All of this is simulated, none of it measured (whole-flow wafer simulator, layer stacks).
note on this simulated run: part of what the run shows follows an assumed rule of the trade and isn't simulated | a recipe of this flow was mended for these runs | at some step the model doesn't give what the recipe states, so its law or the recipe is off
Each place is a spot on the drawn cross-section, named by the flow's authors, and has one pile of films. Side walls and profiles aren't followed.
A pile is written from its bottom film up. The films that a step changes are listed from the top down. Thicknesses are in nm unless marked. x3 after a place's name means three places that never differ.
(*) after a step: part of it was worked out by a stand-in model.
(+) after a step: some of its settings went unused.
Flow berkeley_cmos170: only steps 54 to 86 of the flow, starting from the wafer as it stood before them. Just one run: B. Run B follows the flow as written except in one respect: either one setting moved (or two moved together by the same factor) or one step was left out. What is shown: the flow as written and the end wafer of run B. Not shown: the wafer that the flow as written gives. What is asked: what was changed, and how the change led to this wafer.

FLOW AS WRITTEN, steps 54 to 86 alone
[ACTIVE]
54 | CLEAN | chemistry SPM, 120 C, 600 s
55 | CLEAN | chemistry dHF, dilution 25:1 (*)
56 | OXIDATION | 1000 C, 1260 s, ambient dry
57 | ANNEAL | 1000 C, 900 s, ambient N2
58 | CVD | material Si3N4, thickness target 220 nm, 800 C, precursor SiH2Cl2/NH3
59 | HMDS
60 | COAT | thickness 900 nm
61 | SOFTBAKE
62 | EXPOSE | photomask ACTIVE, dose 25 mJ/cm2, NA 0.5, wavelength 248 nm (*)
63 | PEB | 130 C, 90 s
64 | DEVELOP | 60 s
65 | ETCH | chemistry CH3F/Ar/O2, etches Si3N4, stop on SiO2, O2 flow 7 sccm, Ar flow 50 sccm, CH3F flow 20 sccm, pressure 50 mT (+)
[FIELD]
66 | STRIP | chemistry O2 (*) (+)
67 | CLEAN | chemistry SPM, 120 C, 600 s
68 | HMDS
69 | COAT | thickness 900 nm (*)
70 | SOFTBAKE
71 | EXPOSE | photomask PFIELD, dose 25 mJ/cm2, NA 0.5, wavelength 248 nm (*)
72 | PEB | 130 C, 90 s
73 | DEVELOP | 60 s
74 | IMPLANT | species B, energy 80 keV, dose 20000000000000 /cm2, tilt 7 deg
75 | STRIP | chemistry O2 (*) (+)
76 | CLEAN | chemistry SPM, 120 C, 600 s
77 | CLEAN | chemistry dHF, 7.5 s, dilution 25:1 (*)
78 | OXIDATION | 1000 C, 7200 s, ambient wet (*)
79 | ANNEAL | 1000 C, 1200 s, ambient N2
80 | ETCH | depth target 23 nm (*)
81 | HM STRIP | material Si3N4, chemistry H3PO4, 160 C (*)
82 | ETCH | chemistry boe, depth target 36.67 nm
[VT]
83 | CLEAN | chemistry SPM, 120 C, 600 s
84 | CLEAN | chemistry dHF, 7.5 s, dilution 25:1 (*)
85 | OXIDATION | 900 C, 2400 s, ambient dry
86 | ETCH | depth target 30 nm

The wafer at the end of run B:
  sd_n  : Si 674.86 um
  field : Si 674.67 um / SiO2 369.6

The reason: step 58, CVD: thickness target 167 nm was run, though the flow has thickness target 220 nm; step 78, OXIDATION: 5472 s was run, where the flow has 7200 s.

How this came from the change, step by step:
  58 | CVD | material Si3N4, thickness target 220 nm, 800 C, precursor SiH2Cl2/NH3
      field, mark, sd_n and 10 more: Si3N4 gains 167 (new film) (as written it would have been: Si3N4 gains 220 (new film))
  65 | ETCH | chemistry CH3F/Ar/O2, etches Si3N4, stop on SiO2, O2 flow 7 sccm, Ar flow 50 sccm, CH3F flow 20 sccm, pressure 50 mT (+)
      mark, sd_n, spacer_n and 9 more: KrF-resist loses 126 (as written it would have been: KrF-resist loses 161.3)
      field: Si3N4 loses 167 (all of it), SiO2 loses 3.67 (as written it would have been: Si3N4 loses 220 (all of it), SiO2 loses 3.67)
  66 | STRIP | chemistry O2 (*) (+)
      mark, sd_n, spacer_n and 9 more: KrF-resist loses 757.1 (all of it) (as written it would have been: KrF-resist loses 721.7 (all of it))
  69 | COAT | thickness 900 nm (*)
      sd_n: KrF-resist gains 810.4 (new film) (as written it would have been: KrF-resist gains 784.1 (new film))
      spacer_n: KrF-resist gains 838.4 (new film) (as written it would have been: KrF-resist gains 820.2 (new film))
      (and at 7 other places as well)
  75 | STRIP | chemistry O2 (*) (+)
      sd_n: KrF-resist loses 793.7 (all of it) (as written it would have been: KrF-resist loses 767.4 (all of it))
      spacer_n: KrF-resist loses 821.6 (all of it) (as written it would have been: KrF-resist loses 803.4 (all of it))
      (and at 7 other places as well)
  78 | OXIDATION | 1000 C, 7200 s, ambient wet (*)
      mark, spacer_n, gate_n and 7 more: SiO2 gains 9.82 (new film), Si3N4 loses 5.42 (as written it would have been: SiO2 gains 12.1 (new film), Si3N4 loses 6.7)
      sd_n, sd_p: SiO2 gains 9.82 (new film), Si3N4 loses 5.42, SiO2 gains 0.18, Si loses 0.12 (as written it would have been: SiO2 gains 12.1 (new film), Si3N4 loses 6.7, SiO2 gains 0.07, Si loses 0.07)
      (and at 1 other place as well)
  80 | ETCH | depth target 23 nm (*)
      mark, sd_n, spacer_n and 9 more: SiO2 loses 9.82 (all of it), Si3N4 loses 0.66 (as written it would have been: SiO2 loses 12.1 (all of it), Si3N4 loses 0.54)
  81 | HM STRIP | material Si3N4, chemistry H3PO4, 160 C (*)
      mark, sd_n, spacer_n and 9 more: Si3N4 loses 160.4 (all of it), SiO2 loses 8.38 (as written it would have been: Si3N4 loses 212.2 (all of it), SiO2 loses 11.1)
      field: SiO2 loses 13.4 (as written it would have been: SiO2 loses 17.7)
  82 | ETCH | chemistry boe, depth target 36.67 nm
      mark, spacer_n, gate_n and 7 more: SiO2 loses 18.2 (all of it) (as written it would have been: SiO2 loses 15.5 (all of it))
      sd_n, sd_p: SiO2 loses 18.3 (all of it) (as written it would have been: SiO2 loses 15.5 (all of it))
